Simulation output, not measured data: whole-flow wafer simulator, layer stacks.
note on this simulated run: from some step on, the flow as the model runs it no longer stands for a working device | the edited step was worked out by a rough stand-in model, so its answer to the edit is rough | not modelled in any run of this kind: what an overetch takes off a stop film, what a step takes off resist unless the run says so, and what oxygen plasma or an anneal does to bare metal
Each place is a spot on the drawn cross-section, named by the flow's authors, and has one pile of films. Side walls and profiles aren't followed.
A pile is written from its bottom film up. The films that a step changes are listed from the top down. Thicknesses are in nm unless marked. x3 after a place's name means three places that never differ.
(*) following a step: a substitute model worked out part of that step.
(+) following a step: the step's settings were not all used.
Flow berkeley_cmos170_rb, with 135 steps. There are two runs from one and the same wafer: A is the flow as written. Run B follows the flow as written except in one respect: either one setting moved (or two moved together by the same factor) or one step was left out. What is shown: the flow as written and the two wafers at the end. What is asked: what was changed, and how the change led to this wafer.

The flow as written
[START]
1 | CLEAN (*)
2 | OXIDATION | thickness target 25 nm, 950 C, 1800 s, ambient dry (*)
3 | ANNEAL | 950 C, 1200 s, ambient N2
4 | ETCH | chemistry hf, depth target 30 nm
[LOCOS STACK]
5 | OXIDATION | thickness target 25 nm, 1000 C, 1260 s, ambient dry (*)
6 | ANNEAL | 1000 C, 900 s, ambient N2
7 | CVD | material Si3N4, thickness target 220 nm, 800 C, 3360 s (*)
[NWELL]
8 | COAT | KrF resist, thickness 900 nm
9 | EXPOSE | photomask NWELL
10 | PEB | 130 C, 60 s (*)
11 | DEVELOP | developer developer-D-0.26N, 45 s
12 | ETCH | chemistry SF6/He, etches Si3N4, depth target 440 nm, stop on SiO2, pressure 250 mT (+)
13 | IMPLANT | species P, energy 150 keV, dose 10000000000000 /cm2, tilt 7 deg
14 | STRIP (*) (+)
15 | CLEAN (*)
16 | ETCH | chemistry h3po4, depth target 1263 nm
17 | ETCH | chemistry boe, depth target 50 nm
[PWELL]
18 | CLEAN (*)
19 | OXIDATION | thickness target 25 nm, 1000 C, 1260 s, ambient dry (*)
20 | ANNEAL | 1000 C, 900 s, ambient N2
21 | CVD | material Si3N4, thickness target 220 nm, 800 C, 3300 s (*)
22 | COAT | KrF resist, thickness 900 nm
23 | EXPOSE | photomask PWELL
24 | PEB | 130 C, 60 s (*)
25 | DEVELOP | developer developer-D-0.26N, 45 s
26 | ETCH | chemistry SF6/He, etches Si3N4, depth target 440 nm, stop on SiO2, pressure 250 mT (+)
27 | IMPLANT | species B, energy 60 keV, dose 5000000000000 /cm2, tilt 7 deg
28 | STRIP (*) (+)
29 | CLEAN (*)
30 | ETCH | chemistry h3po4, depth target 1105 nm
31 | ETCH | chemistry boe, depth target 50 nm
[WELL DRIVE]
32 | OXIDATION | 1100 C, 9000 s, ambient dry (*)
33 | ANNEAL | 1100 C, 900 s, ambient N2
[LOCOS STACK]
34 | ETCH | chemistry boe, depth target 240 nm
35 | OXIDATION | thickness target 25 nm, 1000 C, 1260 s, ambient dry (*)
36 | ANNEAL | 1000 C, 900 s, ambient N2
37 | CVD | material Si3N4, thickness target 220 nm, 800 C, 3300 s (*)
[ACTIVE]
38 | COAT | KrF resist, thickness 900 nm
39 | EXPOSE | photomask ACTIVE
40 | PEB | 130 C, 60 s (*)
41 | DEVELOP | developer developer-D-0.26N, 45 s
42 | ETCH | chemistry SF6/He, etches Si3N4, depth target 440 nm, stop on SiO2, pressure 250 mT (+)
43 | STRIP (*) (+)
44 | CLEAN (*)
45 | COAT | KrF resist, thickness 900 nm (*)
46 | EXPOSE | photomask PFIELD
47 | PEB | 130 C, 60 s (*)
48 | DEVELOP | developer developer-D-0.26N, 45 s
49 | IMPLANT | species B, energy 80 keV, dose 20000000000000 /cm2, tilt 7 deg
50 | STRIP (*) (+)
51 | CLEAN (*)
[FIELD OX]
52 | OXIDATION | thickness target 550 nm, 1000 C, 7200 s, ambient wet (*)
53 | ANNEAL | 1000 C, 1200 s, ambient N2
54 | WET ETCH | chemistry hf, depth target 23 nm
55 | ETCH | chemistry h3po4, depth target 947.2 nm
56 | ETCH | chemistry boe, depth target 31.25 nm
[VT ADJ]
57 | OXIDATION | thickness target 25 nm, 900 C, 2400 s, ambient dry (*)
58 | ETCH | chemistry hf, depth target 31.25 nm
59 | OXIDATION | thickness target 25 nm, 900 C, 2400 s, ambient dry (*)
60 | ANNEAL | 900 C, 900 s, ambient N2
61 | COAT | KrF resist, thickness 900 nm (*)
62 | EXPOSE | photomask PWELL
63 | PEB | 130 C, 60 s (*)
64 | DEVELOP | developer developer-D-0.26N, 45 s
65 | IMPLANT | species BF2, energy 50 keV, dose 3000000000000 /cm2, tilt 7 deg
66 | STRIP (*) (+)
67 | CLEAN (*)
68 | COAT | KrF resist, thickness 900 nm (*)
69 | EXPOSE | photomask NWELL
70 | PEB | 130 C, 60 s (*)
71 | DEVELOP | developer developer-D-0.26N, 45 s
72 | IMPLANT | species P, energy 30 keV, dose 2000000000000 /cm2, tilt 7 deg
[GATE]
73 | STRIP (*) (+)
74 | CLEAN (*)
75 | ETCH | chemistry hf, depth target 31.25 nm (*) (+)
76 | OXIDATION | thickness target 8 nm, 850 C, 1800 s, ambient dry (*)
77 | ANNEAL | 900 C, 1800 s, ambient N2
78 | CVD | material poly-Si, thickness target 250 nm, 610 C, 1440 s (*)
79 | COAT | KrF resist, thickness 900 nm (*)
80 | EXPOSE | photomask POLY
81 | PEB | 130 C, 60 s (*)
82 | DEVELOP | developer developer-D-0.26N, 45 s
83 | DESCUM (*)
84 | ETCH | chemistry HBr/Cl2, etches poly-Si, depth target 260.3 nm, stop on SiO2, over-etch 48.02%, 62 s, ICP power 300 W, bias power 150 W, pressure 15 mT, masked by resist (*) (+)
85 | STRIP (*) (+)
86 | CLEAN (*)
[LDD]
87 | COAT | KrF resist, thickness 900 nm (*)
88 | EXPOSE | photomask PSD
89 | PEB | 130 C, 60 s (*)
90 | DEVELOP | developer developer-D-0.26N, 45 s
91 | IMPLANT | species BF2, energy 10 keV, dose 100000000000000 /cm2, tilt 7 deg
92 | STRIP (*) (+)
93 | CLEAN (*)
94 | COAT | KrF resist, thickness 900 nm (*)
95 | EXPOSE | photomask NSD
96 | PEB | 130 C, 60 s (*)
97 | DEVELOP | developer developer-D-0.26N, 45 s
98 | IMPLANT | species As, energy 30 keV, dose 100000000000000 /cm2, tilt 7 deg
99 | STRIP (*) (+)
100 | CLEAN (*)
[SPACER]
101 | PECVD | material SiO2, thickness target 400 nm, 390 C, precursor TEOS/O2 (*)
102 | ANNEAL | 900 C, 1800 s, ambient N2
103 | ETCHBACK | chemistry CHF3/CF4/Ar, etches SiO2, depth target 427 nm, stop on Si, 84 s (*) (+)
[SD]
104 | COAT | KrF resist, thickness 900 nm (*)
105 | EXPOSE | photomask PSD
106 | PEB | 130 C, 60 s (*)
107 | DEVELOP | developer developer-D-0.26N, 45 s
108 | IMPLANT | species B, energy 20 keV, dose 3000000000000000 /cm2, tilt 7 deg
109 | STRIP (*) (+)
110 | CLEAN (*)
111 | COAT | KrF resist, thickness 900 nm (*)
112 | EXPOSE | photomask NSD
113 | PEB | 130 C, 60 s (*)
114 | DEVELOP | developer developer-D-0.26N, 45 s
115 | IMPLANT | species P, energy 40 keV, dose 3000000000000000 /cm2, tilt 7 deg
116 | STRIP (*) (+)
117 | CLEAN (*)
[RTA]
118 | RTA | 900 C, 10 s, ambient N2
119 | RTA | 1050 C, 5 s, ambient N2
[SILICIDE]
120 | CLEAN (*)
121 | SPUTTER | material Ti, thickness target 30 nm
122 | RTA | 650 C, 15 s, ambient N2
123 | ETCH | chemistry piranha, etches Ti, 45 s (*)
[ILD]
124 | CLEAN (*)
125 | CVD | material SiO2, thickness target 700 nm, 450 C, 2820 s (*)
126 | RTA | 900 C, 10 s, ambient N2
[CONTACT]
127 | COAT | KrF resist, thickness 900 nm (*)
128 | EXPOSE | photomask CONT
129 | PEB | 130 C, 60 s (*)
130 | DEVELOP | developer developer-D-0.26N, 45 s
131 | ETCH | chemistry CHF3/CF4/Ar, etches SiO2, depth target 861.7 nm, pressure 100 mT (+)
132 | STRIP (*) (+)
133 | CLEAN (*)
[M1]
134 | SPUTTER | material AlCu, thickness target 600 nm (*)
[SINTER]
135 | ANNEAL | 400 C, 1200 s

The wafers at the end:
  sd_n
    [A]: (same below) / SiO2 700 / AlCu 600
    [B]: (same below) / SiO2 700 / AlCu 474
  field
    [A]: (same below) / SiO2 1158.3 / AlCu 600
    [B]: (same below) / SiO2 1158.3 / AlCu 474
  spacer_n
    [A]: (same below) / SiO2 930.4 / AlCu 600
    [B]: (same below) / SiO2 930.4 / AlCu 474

Cause: step 134, SPUTTER: thickness target 474 nm was run, though the flow has thickness target 600 nm.
The wafer itself shows it: sd_n has AlCu 474, and step 134 as written asks for 600 nm.

How this came from the change, step by step:
  134 | SPUTTER | material AlCu, thickness target 600 nm (*)
      field, sd_n, spacer_n, gate, spacer_p, gate_p, m1: A +600 AlCu (new film) | B +474 AlCu (new film)
      sd_p: A +545.9 AlCu (new film) | B +426.7 AlCu (new film)
      (as well as at 1 more place)
